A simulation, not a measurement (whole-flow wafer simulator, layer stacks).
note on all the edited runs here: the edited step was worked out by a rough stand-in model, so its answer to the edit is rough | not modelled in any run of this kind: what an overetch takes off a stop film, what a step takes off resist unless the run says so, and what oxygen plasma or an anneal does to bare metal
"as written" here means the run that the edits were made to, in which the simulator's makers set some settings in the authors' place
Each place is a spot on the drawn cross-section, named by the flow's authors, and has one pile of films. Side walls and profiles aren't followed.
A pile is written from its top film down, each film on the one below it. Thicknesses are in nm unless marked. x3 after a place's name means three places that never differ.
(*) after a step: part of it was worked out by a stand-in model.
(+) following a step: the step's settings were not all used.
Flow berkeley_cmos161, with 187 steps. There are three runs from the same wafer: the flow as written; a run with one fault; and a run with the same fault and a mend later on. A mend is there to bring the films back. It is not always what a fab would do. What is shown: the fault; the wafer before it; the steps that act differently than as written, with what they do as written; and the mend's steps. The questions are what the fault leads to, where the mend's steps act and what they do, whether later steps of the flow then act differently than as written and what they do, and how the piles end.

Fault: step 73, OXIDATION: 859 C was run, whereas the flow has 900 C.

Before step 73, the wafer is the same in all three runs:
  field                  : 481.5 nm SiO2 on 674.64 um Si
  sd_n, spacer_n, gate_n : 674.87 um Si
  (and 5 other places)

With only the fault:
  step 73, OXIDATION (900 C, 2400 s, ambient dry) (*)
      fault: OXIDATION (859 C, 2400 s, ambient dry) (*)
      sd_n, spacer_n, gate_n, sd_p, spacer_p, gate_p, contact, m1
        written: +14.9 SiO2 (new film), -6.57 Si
        fault: +9.81 SiO2 (new film), -4.32 Si
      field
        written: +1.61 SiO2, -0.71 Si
        fault: +0.75 SiO2, -0.33 Si
  Later steps of the flow acting differently than as written (not shown: 49 more steps that differ only slightly, by at most 2% or 0.5 nm, whichever is larger):
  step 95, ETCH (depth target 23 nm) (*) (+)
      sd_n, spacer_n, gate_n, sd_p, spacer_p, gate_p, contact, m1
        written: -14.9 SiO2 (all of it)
        fault: -9.81 SiO2 (all of it)
  At the end the piles are close to the flow's at the places that both follow, differing by at most 2% or 0.5 nm, whichever is larger.

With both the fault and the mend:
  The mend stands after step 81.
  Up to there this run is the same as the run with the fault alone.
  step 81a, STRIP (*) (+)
      sd_p
        -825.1 KrF resist (all of it)
      spacer_p
        -807.2 KrF resist (all of it)
      gate_p
        -806.1 KrF resist (all of it)
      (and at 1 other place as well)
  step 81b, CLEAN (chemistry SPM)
      does not change any film at any place that is followed
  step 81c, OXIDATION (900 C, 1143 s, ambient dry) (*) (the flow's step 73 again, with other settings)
      sd_n, spacer_n, gate_n, sd_p, spacer_p, gate_p, contact, m1
        +5.08 SiO2, -2.24 Si
      field
        +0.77 SiO2, -0.34 Si
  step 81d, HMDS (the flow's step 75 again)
      does not change any film at any place that is followed
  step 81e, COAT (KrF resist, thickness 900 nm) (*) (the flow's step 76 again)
      field
        +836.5 KrF resist (new film)
      sd_n
        +1024.5 KrF resist (new film)
      spacer_n
        +984.7 KrF resist (new film)
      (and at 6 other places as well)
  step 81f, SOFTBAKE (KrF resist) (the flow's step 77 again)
      does not change any film at any place that is followed
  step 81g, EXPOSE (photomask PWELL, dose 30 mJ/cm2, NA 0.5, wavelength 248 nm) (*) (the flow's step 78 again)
      does not change any film at any place that is followed
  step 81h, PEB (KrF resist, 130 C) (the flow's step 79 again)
      sd_n, m1
        -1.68 KrF resist
      spacer_n, gate_n
        -1.61 KrF resist
      spacer_p, gate_p
        -1.6 KrF resist
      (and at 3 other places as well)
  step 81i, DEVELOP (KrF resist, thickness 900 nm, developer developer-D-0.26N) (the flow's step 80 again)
      sd_p, spacer_p, gate_p, m1
        -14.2 KrF resist
      field
        -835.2 KrF resist (all of it)
      sd_n
        -1022.8 KrF resist (all of it)
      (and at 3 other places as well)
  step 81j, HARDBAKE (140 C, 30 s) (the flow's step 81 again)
      sd_p
        -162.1 KrF resist
      spacer_p
        -158.7 KrF resist
      gate_p
        -158.5 KrF resist
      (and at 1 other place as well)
  Later steps of the flow that are run all act as written at every place that is followed, up to a difference of at most 2% or 0.5 nm, whichever is larger.
  At the end the piles are close to the flow's at the places that both follow, differing by at most 2% or 0.5 nm, whichever is larger.
